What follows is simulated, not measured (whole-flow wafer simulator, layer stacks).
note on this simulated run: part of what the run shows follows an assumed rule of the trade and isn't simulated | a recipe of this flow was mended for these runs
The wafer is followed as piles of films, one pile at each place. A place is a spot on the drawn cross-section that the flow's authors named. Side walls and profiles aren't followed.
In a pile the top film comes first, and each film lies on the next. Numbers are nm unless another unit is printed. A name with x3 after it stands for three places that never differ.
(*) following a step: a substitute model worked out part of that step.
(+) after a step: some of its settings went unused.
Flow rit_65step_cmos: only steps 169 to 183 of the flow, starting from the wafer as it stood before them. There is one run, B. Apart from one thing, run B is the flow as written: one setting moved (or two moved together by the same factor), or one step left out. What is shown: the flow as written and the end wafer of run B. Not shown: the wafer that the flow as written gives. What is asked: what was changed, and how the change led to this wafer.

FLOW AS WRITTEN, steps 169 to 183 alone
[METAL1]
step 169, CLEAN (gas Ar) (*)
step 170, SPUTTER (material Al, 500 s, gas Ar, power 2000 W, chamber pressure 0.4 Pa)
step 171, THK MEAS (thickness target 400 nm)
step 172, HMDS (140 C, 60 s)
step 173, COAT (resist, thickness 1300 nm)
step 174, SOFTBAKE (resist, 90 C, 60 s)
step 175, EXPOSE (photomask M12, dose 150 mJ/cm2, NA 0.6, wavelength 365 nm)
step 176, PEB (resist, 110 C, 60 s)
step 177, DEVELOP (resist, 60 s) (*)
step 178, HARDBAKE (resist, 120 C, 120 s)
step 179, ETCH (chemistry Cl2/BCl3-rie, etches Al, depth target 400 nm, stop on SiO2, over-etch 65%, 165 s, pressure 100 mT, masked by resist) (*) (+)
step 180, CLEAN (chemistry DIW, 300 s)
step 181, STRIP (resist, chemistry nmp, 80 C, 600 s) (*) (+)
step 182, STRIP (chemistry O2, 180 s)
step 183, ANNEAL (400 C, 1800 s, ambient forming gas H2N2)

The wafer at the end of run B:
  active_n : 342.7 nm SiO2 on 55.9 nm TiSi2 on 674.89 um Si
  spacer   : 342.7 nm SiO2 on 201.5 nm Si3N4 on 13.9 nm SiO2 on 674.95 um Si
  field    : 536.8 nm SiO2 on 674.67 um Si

Cause: step 170, SPUTTER: power 1295 W was run, while the flow as written has power 2000 W.

How this came from the change, step by step:
  step 170, SPUTTER (material Al, 500 s, gas Ar, power 2000 W, chamber pressure 0.4 Pa)
      field, field_pw, field_nw and 10 more: +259 Al (new film) (it would be, as written: +400 Al (new film))
      contact: +170.1 Al (new film) (it would be, as written: +255.4 Al (new film))
  step 173, COAT (resist, thickness 1300 nm)
      contact: +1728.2 resist (new film) (it would be, as written: +1785.1 resist (new film))
  step 176, PEB (resist, 110 C, 60 s)
      contact: -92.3 resist (it would be, as written: -95.5 resist)
  step 178, HARDBAKE (resist, 120 C, 120 s)
      contact: -59.9 resist (it would be, as written: -62.1 resist)
  step 179, ETCH (chemistry Cl2/BCl3-rie, etches Al, depth target 400 nm, stop on SiO2, over-etch 65%, 165 s, pressure 100 mT, masked by resist) (*) (+)
      field, field_pw, field_nw and 9 more: -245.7 Al (all of it), -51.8 SiO2 (it would be, as written: -386.7 Al (all of it), -34.2 SiO2)
  step 181, STRIP (resist, chemistry nmp, 80 C, 600 s) (*) (+)
      contact: -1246 resist (all of it) (it would be, as written: -1297.5 resist (all of it))
